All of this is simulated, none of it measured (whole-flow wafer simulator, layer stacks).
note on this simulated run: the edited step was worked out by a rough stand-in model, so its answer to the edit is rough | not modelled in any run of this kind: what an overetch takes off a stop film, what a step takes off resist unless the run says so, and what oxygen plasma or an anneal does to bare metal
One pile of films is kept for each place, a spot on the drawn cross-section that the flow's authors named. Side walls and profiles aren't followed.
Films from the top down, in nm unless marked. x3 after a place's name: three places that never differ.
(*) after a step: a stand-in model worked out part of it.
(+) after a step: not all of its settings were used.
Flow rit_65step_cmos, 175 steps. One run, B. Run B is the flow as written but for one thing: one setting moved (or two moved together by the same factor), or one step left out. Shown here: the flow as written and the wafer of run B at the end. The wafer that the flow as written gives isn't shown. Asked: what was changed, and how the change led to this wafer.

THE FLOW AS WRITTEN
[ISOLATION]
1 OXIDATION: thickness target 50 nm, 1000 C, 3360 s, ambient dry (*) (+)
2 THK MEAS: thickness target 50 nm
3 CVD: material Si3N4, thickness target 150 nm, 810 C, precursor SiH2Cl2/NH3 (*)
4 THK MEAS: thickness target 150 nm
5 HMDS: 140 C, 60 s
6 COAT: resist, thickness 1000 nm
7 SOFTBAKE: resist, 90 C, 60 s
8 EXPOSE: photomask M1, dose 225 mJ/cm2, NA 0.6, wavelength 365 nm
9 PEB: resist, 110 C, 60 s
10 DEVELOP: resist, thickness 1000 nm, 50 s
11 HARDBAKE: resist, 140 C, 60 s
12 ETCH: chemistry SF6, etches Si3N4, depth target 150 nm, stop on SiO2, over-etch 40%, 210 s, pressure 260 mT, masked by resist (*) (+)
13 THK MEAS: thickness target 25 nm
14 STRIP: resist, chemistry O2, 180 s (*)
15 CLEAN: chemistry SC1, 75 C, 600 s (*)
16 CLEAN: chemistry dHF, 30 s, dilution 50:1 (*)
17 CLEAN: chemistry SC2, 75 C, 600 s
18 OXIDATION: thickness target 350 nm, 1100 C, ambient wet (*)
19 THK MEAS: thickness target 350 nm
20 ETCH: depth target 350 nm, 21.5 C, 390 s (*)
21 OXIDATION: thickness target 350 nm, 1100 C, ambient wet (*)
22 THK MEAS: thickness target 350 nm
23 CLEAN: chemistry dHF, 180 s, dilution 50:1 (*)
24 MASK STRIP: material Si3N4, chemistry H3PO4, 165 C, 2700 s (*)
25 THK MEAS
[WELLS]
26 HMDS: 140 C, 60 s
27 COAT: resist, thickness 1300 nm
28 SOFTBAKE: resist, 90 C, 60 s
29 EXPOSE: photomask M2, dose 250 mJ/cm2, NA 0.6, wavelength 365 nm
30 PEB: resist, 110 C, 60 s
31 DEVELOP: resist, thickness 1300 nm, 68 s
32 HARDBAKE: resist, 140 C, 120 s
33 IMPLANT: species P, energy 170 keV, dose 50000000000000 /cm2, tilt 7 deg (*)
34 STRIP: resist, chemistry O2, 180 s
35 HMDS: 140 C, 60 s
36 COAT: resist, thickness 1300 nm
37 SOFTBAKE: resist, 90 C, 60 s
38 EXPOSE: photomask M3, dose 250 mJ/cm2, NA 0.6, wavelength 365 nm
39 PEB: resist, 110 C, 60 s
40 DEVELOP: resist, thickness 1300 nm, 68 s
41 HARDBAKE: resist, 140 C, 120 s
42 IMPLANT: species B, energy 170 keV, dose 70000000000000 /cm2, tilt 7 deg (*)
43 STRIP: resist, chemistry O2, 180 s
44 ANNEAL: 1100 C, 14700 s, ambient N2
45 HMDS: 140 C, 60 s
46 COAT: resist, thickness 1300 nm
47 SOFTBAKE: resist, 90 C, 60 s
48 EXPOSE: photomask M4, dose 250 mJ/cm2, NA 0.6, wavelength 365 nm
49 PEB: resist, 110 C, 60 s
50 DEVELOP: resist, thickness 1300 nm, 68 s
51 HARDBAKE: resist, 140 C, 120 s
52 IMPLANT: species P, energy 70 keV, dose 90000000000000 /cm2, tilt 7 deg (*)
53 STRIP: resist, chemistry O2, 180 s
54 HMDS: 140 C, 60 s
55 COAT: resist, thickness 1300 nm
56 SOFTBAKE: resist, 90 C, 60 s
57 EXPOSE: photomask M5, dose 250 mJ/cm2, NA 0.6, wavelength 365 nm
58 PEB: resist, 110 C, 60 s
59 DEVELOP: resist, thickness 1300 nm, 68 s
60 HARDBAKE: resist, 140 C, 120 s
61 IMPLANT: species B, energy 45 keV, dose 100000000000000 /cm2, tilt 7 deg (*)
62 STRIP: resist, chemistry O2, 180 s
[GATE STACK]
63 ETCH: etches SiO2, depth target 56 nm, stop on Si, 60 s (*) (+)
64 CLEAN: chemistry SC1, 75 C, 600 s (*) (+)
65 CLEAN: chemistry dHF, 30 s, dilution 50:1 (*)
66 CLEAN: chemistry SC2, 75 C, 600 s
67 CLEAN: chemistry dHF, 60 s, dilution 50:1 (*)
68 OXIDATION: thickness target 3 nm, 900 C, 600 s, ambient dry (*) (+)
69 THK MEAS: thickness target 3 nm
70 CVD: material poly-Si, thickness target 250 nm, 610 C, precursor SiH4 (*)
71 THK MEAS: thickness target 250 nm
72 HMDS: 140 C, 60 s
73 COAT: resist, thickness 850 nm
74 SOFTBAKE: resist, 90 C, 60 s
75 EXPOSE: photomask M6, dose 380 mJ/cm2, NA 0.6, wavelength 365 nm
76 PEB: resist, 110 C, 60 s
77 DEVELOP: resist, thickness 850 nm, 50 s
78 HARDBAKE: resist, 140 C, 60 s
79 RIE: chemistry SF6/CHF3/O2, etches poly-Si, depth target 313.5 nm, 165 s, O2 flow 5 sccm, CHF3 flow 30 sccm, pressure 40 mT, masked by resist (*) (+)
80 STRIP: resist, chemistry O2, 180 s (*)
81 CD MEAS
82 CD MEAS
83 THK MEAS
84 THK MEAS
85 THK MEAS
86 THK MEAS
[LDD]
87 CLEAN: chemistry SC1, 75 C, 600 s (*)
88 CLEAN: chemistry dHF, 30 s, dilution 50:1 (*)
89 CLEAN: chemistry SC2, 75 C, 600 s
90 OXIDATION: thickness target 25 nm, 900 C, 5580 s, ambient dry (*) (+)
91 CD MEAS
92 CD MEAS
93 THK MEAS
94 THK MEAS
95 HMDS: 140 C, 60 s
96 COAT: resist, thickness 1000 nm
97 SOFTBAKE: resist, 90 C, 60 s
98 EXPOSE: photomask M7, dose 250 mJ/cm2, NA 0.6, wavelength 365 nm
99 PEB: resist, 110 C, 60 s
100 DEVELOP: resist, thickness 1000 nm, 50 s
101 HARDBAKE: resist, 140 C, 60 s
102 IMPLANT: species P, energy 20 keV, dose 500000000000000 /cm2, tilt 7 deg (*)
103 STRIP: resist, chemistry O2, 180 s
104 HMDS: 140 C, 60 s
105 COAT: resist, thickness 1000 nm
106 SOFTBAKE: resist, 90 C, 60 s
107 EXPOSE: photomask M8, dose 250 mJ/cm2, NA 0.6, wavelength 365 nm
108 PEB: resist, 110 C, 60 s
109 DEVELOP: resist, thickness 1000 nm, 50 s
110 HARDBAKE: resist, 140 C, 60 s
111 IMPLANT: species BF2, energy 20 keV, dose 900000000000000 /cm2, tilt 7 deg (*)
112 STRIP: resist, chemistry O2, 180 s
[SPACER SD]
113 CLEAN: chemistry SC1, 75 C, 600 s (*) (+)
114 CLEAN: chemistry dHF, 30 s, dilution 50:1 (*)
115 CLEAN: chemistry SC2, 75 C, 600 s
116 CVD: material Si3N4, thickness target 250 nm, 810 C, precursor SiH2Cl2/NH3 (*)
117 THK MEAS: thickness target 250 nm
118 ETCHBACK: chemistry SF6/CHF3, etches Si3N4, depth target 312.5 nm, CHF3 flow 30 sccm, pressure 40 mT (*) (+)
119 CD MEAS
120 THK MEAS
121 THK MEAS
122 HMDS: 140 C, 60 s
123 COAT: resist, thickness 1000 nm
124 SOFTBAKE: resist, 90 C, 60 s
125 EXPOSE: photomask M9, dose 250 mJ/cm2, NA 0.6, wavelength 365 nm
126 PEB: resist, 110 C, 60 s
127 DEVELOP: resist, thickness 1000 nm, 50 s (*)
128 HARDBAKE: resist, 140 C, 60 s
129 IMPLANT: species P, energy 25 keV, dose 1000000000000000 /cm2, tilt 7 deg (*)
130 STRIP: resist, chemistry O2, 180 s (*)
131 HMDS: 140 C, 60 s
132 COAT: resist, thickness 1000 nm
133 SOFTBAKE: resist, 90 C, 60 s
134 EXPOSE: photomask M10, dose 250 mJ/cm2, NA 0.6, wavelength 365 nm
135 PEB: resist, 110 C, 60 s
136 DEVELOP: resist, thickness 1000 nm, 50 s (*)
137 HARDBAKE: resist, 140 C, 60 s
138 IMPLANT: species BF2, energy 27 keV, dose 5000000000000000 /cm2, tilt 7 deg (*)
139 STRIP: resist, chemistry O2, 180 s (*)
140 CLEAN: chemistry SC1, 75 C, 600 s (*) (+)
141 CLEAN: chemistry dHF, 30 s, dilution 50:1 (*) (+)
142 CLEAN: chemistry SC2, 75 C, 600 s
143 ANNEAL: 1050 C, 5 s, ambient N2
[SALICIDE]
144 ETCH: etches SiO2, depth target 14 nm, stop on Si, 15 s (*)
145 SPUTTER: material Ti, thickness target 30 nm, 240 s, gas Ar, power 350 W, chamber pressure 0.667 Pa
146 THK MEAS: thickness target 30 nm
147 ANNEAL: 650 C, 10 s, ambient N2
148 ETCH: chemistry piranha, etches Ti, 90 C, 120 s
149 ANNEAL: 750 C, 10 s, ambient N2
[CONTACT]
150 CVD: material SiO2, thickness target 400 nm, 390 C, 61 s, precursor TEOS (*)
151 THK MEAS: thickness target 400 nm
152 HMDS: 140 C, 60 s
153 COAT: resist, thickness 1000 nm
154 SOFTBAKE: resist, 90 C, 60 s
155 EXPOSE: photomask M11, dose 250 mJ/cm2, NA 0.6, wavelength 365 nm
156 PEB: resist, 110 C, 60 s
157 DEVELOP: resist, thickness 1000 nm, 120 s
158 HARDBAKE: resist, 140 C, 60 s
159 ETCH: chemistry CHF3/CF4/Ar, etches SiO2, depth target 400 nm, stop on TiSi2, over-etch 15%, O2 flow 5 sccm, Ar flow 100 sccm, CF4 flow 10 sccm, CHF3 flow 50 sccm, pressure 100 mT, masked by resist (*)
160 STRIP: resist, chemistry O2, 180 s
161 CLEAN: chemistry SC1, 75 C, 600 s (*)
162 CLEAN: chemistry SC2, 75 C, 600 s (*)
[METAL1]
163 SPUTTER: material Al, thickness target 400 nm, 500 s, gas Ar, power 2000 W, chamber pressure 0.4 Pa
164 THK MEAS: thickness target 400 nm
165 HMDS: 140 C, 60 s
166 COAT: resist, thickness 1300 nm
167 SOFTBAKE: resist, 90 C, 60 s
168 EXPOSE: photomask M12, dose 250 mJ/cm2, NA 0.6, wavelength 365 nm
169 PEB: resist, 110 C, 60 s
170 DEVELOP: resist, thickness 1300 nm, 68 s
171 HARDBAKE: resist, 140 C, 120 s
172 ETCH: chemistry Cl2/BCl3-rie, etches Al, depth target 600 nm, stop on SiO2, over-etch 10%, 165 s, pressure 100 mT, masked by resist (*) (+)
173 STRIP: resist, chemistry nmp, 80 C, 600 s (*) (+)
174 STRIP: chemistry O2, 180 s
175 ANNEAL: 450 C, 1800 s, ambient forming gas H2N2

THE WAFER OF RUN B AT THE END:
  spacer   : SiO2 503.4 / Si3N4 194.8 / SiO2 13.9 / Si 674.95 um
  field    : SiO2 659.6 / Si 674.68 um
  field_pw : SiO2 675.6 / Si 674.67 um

The cause: step 150, CVD: thickness target 540 nm was run, where the flow has thickness target 400 nm.

How the change led to this, step by step:
  150 CVD: material SiO2, thickness target 400 nm, 390 C, 61 s, precursor TEOS (*)
      field, field_pw, field_nw, field_p: SiO2 +540 (as written it would be: SiO2 +400)
      spacer, spacer_p: SiO2 +540 (new film) (as written it would be: SiO2 +400 (new film))
      (and at 2 more places)
